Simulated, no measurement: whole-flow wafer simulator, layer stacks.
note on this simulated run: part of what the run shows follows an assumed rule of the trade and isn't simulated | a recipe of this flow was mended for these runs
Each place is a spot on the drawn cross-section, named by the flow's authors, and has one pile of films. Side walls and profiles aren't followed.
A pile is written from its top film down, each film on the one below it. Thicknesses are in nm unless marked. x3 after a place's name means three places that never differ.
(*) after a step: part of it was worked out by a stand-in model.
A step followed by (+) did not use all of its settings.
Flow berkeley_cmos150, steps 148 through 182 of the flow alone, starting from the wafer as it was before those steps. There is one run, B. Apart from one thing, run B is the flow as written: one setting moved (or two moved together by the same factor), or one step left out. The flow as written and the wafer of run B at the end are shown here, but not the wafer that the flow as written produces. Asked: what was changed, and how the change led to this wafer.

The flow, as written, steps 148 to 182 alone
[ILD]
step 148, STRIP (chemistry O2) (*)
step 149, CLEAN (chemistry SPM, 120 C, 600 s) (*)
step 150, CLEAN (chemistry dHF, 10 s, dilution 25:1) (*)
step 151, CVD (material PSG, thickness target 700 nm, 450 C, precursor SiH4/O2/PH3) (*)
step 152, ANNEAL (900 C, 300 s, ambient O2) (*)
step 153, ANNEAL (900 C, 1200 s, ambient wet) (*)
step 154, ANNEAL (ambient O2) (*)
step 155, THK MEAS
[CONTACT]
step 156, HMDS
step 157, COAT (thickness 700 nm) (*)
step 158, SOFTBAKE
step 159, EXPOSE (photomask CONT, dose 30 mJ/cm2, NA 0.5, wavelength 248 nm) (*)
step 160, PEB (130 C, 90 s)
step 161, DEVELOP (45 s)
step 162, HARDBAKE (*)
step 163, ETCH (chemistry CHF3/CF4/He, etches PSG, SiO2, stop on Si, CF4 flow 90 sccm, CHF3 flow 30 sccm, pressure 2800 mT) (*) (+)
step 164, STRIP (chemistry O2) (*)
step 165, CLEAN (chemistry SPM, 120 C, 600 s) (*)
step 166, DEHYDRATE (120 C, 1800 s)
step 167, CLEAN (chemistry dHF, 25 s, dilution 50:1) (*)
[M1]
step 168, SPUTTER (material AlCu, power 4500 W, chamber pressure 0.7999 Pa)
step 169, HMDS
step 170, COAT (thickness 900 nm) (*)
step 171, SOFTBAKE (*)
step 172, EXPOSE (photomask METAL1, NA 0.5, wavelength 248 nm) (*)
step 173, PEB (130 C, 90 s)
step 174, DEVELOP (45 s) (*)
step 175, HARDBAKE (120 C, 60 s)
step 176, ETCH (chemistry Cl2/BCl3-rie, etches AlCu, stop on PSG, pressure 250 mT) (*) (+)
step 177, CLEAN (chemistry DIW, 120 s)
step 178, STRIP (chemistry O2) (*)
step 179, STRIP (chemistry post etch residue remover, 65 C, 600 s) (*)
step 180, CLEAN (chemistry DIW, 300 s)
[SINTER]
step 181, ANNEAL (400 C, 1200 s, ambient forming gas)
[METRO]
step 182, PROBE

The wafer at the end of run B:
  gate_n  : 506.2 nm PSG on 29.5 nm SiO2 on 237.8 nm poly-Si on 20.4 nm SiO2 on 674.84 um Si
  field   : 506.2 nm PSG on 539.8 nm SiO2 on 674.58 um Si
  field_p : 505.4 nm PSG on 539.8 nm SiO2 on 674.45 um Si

Cause: step 151, CVD: thickness target 595 nm was run, though the flow has thickness target 700 nm.

Step by step, how the change led to this:
  step 151, CVD (material PSG, thickness target 700 nm, 450 C, precursor SiH4/O2/PH3) (*)
      field, field_p, sd_n, gate_n, gate_p, contact, m1: +595 PSG (new film) (as written it would have been: +700 PSG (new film))
      sd_p: +546.2 PSG (new film) (as written it would have been: +639.5 PSG (new film))
  step 153, ANNEAL (900 C, 1200 s, ambient wet) (*)
      sd_n, contact, m1: -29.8 PSG, +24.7 SiO2, -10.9 Si (as written it would have been: -35 PSG, +22.8 SiO2, -10 Si)
      field, field_p: -29.8 PSG, +17.2 SiO2, -7.58 Si (as written it would have been: -35 PSG, +16.3 SiO2, -7.15 Si)
      (as well as at 3 more places)
  step 163, ETCH (chemistry CHF3/CF4/He, etches PSG, SiO2, stop on Si, CF4 flow 90 sccm, CHF3 flow 30 sccm, pressure 2800 mT) (*) (+)
      field, field_p, sd_n, gate_n, sd_p, gate_p, m1: -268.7 KrF-resist (as written it would have been: -303.7 KrF-resist)
      contact: -565.2 PSG (all of it), -40 SiO2 (all of it), -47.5 Si (as written it would have been: -665 PSG (all of it), -38.1 SiO2 (all of it), -47.5 Si)
  step 164, STRIP (chemistry O2) (*)
      field: -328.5 KrF-resist (all of it) (as written it would have been: -294.5 KrF-resist (all of it))
      field_p: -429.5 KrF-resist (all of it) (as written it would have been: -397.1 KrF-resist (all of it))
      (as well as at 5 more places)
  step 168, SPUTTER (material AlCu, power 4500 W, chamber pressure 0.7999 Pa)
      contact: +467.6 AlCu (new film) (as written it would have been: +443.6 AlCu (new film))
  step 170, COAT (thickness 900 nm) (*)
      contact: +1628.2 thick-KrF-resist (new film) (as written it would have been: +1720.1 thick-KrF-resist (new film))
  step 175, HARDBAKE (120 C, 60 s)
      contact: -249 thick-KrF-resist (as written it would have been: -263.1 thick-KrF-resist)
  step 178, STRIP (chemistry O2) (*)
      contact: -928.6 thick-KrF-resist (all of it) (as written it would have been: -1006.2 thick-KrF-resist (all of it))
      m1: -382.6 thick-KrF-resist (all of it) (as written it would have been: -373.8 thick-KrF-resist (all of it))
